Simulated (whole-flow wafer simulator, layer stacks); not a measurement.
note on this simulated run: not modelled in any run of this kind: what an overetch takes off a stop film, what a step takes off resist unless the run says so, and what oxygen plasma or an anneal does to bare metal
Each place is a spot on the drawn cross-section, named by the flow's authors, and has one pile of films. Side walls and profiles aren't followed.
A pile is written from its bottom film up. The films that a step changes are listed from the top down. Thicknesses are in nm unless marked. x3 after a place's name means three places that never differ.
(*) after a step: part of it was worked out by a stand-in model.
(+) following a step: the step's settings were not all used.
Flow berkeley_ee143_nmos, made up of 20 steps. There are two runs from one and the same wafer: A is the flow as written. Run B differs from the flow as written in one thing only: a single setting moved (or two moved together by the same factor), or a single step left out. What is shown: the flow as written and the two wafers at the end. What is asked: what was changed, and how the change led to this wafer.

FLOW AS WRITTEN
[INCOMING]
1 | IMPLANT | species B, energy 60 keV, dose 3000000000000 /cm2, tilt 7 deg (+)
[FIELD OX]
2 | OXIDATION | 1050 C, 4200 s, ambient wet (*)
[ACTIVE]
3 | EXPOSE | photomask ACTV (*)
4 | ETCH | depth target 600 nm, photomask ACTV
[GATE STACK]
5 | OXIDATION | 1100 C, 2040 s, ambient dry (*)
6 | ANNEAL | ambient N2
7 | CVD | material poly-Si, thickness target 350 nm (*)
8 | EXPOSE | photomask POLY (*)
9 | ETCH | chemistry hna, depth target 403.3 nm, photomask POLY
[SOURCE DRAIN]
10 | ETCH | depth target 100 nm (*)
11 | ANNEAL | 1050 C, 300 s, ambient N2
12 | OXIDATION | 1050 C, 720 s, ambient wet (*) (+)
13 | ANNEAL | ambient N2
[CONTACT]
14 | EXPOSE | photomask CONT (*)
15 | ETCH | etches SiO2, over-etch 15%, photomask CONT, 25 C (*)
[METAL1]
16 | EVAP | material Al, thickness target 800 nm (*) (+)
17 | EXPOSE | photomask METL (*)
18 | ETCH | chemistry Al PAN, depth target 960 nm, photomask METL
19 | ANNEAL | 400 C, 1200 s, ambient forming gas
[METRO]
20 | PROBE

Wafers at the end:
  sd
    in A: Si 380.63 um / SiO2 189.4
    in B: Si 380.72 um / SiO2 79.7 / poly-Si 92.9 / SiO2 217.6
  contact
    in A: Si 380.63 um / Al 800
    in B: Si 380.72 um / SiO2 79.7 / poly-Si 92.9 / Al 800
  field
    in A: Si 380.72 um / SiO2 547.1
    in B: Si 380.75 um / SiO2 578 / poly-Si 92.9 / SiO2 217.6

Cause: step 9, ETCH: depth target 161.3 nm was run, whereas the flow has depth target 403.3 nm.

The path from the change to this, step by step:
  9 | ETCH | chemistry hna, depth target 403.3 nm, photomask POLY
      sd, contact, field: A -350 poly-Si (all of it) | B -161.3 poly-Si
  10 | ETCH | depth target 100 nm (*)
      sd, contact: A -79.7 SiO2 (all of it) | B nothing
      field: A -100 SiO2 | B nothing
  12 | OXIDATION | 1050 C, 720 s, ambient wet (*) (+)
      sd, contact: A +189.4 SiO2 (new film), -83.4 Si | B +217.6 SiO2 (new film), -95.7 poly-Si
      field: A +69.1 SiO2, -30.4 Si | B +217.6 SiO2 (new film), -95.7 poly-Si
  15 | ETCH | etches SiO2, over-etch 15%, photomask CONT, 25 C (*)
      contact: A -189.4 SiO2 (all of it) | B -217.6 SiO2 (all of it)
